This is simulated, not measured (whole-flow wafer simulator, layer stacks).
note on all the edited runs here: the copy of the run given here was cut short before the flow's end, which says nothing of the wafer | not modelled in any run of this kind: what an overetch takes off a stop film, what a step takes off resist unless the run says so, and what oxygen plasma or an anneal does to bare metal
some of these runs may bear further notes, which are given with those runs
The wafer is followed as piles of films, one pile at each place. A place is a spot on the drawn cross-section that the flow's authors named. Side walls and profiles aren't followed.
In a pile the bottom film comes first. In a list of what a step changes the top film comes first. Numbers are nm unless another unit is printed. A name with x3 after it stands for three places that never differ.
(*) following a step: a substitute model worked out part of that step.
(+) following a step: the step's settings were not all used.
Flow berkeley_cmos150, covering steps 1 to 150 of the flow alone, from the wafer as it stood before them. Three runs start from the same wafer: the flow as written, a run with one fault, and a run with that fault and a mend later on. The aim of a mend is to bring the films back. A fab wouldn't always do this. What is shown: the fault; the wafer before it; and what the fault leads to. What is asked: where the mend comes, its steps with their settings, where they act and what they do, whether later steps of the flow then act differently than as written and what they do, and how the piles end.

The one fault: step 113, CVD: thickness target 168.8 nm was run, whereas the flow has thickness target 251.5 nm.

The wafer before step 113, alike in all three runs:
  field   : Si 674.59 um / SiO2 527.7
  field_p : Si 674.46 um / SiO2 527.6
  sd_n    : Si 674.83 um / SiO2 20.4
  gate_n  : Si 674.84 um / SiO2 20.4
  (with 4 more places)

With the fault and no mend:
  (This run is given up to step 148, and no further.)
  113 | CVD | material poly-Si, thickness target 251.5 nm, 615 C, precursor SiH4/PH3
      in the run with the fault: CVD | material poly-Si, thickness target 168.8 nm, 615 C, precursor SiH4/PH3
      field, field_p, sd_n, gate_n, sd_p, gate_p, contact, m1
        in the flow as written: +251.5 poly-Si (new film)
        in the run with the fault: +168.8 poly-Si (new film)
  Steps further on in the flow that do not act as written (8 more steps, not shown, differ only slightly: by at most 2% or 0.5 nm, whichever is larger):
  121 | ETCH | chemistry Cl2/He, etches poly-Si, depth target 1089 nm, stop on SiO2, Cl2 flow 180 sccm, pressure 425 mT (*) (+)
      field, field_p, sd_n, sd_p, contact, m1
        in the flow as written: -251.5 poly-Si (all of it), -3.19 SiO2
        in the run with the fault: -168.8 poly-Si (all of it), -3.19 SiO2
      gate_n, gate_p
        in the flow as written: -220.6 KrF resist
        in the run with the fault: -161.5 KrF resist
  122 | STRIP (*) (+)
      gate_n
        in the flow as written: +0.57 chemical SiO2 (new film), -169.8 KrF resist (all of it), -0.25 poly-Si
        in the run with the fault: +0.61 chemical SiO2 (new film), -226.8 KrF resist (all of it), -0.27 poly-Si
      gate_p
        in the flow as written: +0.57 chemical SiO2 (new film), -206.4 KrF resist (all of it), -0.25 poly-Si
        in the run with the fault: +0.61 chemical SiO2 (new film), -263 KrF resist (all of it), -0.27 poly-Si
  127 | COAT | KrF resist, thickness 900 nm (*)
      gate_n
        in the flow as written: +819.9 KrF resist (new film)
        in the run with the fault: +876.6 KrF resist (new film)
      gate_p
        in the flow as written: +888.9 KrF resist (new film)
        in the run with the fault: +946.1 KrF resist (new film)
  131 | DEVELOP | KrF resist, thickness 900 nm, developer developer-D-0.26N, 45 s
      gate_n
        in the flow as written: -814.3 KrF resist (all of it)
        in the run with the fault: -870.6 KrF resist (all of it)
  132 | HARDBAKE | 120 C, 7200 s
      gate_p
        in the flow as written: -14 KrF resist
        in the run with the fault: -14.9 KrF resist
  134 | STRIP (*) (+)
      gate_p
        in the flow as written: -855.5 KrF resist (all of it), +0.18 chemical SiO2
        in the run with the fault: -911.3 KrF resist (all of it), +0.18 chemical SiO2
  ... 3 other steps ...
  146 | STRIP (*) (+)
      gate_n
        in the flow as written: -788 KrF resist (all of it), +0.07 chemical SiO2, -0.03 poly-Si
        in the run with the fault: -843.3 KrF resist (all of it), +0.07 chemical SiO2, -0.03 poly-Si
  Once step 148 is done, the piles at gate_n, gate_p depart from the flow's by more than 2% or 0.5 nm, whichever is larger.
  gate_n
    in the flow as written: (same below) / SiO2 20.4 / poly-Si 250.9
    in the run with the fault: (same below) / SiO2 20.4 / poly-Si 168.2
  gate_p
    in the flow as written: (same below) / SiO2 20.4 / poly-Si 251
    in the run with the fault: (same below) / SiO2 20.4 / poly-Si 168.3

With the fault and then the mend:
  The mend follows step 113.
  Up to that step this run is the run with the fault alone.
  113a | CVD | material poly-Si, thickness target 82.74 nm, 615 C, precursor SiH4/PH3 (*) (a further turn of the flow's step 113, with different settings)
      field, field_p, sd_n, gate_n, sd_p, gate_p, contact, m1
        +82.7 poly-Si
  Every later step of the flow that is run acts as written, at every place that is followed, to within 2% or 0.5 nm, whichever is larger.
  At the end the piles are close to the flow's at the places that both follow, differing by at most 2% or 0.5 nm, whichever is larger.
